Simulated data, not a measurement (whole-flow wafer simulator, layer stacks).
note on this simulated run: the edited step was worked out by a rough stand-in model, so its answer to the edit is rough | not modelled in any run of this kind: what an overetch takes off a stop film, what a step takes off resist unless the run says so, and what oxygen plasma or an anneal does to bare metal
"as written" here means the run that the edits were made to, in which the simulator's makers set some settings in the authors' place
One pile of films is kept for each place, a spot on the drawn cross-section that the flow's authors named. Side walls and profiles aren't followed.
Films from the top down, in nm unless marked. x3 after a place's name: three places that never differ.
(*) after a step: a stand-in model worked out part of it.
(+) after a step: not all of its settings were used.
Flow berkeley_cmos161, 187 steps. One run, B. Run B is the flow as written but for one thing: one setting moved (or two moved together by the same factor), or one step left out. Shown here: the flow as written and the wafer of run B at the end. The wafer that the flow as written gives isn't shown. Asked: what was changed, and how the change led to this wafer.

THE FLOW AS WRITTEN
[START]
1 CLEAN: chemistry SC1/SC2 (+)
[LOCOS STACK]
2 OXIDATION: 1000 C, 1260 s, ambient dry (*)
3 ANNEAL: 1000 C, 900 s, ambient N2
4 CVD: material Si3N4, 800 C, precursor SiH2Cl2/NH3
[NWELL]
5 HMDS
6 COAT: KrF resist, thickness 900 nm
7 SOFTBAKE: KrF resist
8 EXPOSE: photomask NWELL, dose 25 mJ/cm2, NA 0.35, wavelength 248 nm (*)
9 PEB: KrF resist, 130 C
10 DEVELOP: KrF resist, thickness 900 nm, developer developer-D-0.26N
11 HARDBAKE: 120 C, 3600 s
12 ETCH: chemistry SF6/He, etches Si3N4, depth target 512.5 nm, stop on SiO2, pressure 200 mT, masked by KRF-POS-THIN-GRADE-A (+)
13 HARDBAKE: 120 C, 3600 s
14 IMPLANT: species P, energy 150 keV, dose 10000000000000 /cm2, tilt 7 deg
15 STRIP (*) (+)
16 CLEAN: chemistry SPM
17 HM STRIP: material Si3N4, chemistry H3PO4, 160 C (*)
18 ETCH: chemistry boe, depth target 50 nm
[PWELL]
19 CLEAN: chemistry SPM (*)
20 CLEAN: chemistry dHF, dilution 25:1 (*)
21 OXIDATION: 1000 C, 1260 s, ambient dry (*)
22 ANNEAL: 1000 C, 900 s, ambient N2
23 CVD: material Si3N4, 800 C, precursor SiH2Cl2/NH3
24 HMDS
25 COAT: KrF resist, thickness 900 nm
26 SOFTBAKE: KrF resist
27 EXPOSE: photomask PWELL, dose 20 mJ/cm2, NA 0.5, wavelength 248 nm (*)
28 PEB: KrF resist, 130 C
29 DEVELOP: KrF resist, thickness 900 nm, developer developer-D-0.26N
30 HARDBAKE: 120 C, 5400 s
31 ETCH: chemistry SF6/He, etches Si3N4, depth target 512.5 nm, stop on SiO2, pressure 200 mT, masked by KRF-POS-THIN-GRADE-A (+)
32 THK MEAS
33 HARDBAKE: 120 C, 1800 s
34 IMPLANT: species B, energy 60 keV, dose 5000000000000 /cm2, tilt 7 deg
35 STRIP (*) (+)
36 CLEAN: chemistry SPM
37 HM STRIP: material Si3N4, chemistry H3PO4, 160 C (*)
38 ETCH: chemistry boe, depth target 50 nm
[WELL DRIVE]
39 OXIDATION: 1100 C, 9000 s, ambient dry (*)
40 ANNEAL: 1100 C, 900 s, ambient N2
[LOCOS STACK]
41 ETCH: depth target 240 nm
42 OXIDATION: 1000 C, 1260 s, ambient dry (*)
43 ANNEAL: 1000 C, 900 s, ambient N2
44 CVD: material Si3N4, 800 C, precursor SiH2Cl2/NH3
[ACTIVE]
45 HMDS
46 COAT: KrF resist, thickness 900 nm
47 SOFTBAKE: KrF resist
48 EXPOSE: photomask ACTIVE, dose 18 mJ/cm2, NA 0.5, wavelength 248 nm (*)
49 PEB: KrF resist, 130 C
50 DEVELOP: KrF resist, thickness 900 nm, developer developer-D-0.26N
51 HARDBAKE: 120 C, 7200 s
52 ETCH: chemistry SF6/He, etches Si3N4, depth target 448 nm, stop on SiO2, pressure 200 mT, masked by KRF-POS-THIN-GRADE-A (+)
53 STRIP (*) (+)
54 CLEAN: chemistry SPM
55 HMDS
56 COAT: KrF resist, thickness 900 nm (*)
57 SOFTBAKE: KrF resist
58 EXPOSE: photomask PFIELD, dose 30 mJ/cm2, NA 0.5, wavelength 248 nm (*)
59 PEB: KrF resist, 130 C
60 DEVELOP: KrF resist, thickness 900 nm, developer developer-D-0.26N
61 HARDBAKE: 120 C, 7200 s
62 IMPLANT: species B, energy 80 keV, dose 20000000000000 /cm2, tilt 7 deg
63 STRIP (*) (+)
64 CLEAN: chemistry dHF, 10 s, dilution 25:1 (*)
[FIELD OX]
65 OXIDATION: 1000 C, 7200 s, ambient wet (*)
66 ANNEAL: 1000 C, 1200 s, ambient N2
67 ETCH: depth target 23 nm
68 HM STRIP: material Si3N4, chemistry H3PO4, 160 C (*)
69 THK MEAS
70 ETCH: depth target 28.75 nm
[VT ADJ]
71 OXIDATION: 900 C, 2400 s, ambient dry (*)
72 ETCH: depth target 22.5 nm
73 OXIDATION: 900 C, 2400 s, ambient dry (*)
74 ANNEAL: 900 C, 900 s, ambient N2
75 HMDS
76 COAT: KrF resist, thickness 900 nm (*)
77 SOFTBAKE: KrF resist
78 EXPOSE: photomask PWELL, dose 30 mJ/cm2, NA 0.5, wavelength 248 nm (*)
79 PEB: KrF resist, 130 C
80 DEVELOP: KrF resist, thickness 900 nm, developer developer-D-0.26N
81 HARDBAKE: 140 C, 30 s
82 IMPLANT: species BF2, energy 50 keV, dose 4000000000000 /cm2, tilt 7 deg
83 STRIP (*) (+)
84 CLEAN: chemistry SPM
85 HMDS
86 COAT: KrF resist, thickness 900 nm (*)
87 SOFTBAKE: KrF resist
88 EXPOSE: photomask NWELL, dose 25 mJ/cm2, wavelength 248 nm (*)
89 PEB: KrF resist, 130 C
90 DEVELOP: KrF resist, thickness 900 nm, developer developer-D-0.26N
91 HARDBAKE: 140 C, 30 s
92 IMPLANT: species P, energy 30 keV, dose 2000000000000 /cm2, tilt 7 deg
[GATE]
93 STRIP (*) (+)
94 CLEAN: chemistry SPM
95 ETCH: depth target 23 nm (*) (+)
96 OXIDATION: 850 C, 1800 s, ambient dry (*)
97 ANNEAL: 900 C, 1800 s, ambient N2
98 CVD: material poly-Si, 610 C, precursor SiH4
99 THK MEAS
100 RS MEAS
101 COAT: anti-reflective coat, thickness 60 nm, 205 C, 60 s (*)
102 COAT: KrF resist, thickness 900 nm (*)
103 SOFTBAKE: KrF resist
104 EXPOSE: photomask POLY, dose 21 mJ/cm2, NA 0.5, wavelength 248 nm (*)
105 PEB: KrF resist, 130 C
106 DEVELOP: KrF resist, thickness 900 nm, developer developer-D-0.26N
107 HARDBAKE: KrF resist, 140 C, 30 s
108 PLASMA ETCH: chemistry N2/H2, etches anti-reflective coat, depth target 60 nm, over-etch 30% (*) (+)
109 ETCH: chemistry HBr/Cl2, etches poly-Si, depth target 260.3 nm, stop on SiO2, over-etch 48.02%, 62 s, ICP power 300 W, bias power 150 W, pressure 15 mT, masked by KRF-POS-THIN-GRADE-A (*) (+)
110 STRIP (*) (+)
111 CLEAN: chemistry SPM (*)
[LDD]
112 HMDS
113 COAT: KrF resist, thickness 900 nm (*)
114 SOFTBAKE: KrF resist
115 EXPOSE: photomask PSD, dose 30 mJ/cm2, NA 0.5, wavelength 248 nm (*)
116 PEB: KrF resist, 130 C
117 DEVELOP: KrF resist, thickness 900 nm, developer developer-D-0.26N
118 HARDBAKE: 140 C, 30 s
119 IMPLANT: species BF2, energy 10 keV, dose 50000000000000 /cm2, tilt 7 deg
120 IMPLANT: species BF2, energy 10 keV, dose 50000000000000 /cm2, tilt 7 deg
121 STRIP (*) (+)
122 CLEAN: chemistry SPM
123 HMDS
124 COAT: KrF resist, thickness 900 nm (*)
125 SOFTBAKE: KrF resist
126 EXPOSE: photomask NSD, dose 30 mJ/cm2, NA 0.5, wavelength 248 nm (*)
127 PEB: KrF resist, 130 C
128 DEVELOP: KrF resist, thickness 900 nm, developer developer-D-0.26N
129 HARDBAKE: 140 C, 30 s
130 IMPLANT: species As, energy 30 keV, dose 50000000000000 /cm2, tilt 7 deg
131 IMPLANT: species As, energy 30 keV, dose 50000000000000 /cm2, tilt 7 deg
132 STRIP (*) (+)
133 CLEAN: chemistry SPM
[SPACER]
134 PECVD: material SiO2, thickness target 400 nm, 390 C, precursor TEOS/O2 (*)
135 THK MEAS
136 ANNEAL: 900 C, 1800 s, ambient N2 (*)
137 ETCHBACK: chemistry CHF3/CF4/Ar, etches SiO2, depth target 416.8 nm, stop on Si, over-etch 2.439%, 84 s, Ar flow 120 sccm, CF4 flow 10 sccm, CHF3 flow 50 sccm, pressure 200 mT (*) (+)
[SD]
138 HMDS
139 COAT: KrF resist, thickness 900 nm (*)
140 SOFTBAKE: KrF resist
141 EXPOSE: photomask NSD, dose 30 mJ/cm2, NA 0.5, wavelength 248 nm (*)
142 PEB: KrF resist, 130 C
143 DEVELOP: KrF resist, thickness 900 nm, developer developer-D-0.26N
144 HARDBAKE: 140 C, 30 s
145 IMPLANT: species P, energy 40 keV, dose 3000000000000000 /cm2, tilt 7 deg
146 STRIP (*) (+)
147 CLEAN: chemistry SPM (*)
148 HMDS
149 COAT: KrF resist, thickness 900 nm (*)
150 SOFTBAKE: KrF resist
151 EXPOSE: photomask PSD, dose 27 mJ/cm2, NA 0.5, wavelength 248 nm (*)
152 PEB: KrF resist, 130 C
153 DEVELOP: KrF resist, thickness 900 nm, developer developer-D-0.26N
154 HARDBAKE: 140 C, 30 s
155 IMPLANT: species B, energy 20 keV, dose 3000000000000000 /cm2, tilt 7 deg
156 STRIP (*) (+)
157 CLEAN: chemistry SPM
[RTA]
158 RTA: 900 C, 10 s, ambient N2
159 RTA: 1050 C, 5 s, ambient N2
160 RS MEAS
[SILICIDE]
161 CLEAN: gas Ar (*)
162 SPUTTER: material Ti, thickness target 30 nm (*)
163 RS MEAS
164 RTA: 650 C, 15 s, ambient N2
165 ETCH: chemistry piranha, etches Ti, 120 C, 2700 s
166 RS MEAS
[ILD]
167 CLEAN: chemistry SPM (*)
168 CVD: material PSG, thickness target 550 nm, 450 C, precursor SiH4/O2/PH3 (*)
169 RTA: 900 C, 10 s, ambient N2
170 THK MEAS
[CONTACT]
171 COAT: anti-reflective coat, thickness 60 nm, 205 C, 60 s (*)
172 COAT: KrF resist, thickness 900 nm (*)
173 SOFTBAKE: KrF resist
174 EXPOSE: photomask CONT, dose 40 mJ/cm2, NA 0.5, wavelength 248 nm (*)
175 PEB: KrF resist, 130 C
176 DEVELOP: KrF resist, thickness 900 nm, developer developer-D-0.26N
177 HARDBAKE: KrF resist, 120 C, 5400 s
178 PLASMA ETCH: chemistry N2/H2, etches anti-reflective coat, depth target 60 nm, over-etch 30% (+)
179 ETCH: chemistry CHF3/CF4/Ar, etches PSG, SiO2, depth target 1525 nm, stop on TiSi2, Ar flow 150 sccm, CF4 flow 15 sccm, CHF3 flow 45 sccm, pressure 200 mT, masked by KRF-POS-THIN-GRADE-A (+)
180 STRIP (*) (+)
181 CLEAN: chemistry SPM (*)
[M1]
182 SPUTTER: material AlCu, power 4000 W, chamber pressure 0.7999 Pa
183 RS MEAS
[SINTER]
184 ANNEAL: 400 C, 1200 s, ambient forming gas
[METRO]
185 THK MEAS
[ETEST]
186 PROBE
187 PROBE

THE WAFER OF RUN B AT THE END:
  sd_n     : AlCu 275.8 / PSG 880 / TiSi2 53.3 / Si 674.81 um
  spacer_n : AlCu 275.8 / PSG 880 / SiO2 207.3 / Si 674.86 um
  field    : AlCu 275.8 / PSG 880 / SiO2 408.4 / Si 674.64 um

The cause: step 168, CVD: thickness target 880 nm was run, where the flow has thickness target 550 nm.
It can be read off the wafer: sd_n has PSG 880, and step 168 as written asks for 550 nm.

How the change led to this, step by step:
  168 CVD: material PSG, thickness target 550 nm, 450 C, precursor SiH4/O2/PH3 (*)
      field, sd_n, spacer_n, gate_n, spacer_p, gate_p, contact, m1: PSG +880 (new film) (as written it would be: PSG +550 (new film))
      sd_p: PSG +880 (new film) (as written it would be: PSG +521.9 (new film))
  171 COAT: anti-reflective coat, thickness 60 nm, 205 C, 60 s (*)
      field: anti-reflective coat +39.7 (new film) (as written it would be: anti-reflective coat +38.5 (new film))
      sd_n: anti-reflective coat +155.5 (new film) (as written it would be: anti-reflective coat +149.7 (new film))
      (and at 6 more places)
  178 PLASMA ETCH: chemistry N2/H2, etches anti-reflective coat, depth target 60 nm, over-etch 30% (+)
      field, sd_n, spacer_n, gate_n, sd_p, spacer_p, gate_p, m1: KrF resist -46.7 (as written it would be: KrF resist -44.3)
      contact: anti-reflective coat -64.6 (all of it), PSG -0.5 (as written it would be: anti-reflective coat -61.4 (all of it), PSG -0.47)
  179 ETCH: chemistry CHF3/CF4/Ar, etches PSG, SiO2, depth target 1525 nm, stop on TiSi2, Ar flow 150 sccm, CF4 flow 15 sccm, CHF3 flow 45 sccm, pressure 200 mT, masked by KRF-POS-THIN-GRADE-A (+)
      field, sd_n, spacer_n, gate_n, sd_p, spacer_p, gate_p, m1: KrF resist -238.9 (as written it would be: KrF resist -156.4)
      contact: PSG -879.5 (all of it), TiSi2 -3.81 (as written it would be: PSG -549.5 (all of it), TiSi2 -3.81)
  180 STRIP (*) (+)
      field: KrF resist -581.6 (all of it), anti-reflective coat -39.7 (all of it) (as written it would be: KrF resist -665.1 (all of it), anti-reflective coat -38.5 (all of it))
      sd_n: KrF resist -605.5 (all of it), anti-reflective coat -155.5 (all of it) (as written it would be: KrF resist -692.5 (all of it), anti-reflective coat -149.7 (all of it))
      (and at 6 more places)
  182 SPUTTER: material AlCu, power 4000 W, chamber pressure 0.7999 Pa
      sd_p: AlCu +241 (new film) (as written it would be: AlCu +234.7 (new film))
      contact: AlCu +155.6 (new film) (as written it would be: AlCu +192.2 (new film))
